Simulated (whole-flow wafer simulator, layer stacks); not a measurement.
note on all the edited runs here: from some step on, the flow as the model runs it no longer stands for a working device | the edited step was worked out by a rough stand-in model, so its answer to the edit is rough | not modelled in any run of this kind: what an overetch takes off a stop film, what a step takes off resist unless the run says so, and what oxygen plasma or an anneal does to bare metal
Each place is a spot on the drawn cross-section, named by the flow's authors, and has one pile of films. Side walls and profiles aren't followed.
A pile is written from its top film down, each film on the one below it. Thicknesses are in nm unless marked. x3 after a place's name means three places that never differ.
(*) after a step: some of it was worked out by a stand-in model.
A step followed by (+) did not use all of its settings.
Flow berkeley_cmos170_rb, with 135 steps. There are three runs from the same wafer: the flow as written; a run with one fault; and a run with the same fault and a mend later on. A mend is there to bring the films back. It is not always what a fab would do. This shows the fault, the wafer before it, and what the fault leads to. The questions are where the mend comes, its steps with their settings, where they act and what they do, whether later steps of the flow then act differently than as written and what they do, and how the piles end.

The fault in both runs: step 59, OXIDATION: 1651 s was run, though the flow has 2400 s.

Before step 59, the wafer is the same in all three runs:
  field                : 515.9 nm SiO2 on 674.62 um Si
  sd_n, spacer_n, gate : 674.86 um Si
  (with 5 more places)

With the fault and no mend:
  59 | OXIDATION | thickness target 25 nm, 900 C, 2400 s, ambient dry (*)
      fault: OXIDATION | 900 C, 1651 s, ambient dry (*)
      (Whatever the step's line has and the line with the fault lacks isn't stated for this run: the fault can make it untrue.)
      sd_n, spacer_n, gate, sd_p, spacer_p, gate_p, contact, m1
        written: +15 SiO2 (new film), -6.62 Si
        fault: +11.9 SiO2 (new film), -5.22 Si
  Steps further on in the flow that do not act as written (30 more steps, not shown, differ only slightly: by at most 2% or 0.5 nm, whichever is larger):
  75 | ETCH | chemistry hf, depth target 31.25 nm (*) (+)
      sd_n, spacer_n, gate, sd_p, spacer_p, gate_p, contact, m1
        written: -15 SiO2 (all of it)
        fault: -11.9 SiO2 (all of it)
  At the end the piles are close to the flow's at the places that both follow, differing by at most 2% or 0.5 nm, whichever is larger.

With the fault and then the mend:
  The mend stands after step 60.
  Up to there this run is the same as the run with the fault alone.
  60a | OXIDATION | 900 C, 739 s, ambient dry (*) (the flow's step 59, run once more with other settings)
      sd_n, spacer_n, gate, sd_p, spacer_p, gate_p, contact, m1
        +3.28 SiO2, -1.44 Si
      field
        +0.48 SiO2, -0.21 Si
  Later steps of the flow that are run all act as written at every place that is followed, up to a difference of at most 2% or 0.5 nm, whichever is larger.
  At the end the piles are close to the flow's at the places that both follow, differing by at most 2% or 0.5 nm, whichever is larger.
